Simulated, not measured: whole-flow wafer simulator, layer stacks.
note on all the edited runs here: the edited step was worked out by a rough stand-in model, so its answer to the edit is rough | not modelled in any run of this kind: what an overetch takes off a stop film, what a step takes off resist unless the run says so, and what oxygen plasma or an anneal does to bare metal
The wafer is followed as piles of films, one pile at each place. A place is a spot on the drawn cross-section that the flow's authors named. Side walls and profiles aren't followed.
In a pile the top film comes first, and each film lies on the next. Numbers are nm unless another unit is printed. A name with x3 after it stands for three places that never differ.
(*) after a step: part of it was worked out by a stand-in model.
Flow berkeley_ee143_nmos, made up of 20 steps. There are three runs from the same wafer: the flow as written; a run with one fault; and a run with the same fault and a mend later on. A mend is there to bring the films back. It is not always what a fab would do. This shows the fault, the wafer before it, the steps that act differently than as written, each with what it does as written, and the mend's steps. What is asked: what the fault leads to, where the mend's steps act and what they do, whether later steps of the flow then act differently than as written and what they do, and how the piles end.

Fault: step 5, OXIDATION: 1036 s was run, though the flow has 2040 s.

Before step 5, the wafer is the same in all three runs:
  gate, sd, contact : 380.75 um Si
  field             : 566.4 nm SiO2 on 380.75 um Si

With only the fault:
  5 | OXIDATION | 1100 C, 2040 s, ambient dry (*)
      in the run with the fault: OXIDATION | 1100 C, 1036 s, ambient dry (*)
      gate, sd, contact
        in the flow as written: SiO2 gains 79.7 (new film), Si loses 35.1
        in the run with the fault: SiO2 gains 53.3 (new film), Si loses 23.5
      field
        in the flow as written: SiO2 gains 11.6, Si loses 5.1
        in the run with the fault: SiO2 gains 5.93, Si loses 2.61
  Later steps of the flow acting differently than as written (not shown: 1 more step that differs only slightly, by at most 2% or 0.5 nm, whichever is larger):
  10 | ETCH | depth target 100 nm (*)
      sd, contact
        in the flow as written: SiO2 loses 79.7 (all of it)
        in the run with the fault: SiO2 loses 53.3 (all of it)
  The piles end different from the flow's at gate by more than 2% or 0.5 nm, whichever is larger.
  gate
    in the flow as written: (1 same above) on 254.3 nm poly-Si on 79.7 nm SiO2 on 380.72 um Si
    in the run with the fault: (1 same above) on 254.3 nm poly-Si on 53.3 nm SiO2 on 380.73 um Si

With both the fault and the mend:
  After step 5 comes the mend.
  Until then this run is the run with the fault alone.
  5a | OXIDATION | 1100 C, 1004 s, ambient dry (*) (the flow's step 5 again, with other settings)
      gate, sd, contact
        SiO2 gains 26.4, Si loses 11.6
      field
        SiO2 gains 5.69, Si loses 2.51
  Later steps of the flow that are run all act as written at every place that is followed, up to a difference of at most 2% or 0.5 nm, whichever is larger.
  The piles end only slightly different from the flow's at the places that both follow, by no more than 2% or 0.5 nm, whichever is larger.
